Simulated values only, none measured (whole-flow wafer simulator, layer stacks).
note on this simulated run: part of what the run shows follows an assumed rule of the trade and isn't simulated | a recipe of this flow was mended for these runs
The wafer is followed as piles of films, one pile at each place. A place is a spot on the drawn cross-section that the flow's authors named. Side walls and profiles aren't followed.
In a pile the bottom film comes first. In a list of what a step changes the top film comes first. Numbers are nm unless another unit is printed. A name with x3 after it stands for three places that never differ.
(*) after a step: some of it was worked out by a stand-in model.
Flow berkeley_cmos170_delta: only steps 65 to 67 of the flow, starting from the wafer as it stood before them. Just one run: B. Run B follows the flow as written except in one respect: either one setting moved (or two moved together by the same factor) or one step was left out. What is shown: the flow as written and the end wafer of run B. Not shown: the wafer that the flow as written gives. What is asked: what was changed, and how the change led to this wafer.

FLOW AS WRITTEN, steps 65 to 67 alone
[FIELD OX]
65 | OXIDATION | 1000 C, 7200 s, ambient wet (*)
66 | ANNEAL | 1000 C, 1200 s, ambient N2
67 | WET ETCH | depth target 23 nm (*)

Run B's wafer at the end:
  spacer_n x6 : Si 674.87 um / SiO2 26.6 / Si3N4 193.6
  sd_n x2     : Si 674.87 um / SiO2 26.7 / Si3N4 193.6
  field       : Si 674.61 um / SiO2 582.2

What caused this: step 65, OXIDATION: 1012 C was run, though the flow has 1000 C.

The path from the change to this, step by step:
  65 | OXIDATION | 1000 C, 7200 s, ambient wet (*)
      spacer_n x6: SiO2 gains 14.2 (new film), Si3N4 loses 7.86 (as written it would have been: SiO2 gains 12.1 (new film), Si3N4 loses 6.7)
      sd_n x2: SiO2 gains 14.2 (new film), Si3N4 loses 7.86, SiO2 gains 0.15, Si loses 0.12 (as written it would have been: SiO2 gains 12.1 (new film), Si3N4 loses 6.7, SiO2 gains 0.15, Si loses 0.12)
      (as well as at 1 more place)
  67 | WET ETCH | depth target 23 nm (*)
      sd_n x2, spacer_n x6: SiO2 loses 14.2 (all of it), Si3N4 loses 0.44 (as written it would have been: SiO2 loses 12.1 (all of it), Si3N4 loses 0.54)
